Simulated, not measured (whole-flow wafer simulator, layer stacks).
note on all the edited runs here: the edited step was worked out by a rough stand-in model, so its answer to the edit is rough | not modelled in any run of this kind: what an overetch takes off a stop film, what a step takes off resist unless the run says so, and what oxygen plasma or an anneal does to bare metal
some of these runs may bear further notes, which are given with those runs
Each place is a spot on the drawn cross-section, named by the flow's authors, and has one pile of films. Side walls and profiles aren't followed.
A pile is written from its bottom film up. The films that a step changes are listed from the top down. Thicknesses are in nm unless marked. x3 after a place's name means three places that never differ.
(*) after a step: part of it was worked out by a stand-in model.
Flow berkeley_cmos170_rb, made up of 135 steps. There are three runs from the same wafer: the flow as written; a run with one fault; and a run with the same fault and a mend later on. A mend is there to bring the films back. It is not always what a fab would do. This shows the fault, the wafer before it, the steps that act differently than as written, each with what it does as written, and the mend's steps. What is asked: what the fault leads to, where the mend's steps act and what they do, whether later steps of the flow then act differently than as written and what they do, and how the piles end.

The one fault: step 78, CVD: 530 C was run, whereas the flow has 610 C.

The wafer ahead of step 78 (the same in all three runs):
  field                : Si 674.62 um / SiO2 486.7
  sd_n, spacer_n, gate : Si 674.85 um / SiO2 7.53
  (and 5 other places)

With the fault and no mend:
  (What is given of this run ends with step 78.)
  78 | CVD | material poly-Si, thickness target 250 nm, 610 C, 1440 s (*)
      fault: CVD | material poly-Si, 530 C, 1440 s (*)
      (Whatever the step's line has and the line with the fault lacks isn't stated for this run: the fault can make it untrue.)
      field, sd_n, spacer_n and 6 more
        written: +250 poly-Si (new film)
        fault: +34.7 poly-Si (new film)
  After step 78, at field, sd_n, spacer_n and 6 more, the piles differ from the flow's by more than 2% or 0.5 nm, whichever is larger.
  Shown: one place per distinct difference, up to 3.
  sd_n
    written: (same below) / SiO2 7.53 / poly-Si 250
    fault: (same below) / SiO2 7.53 / poly-Si 34.7
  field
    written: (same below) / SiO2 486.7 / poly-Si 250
    fault: (same below) / SiO2 486.7 / poly-Si 34.7

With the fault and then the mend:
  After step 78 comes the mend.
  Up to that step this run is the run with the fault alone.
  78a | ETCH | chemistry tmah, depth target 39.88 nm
      field, sd_n, spacer_n and 6 more
        -34.7 poly-Si (all of it)
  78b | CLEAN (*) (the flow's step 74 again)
      leaves every film unchanged at each place that is followed
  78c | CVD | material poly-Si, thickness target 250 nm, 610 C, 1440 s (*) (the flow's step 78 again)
      field, sd_n, spacer_n and 6 more
        +250 poly-Si (new film)
  Every later step of the flow that is run acts as written, at every place that is followed, to within 2% or 0.5 nm, whichever is larger.
  The piles end the same as the flow's at every place that both follow.
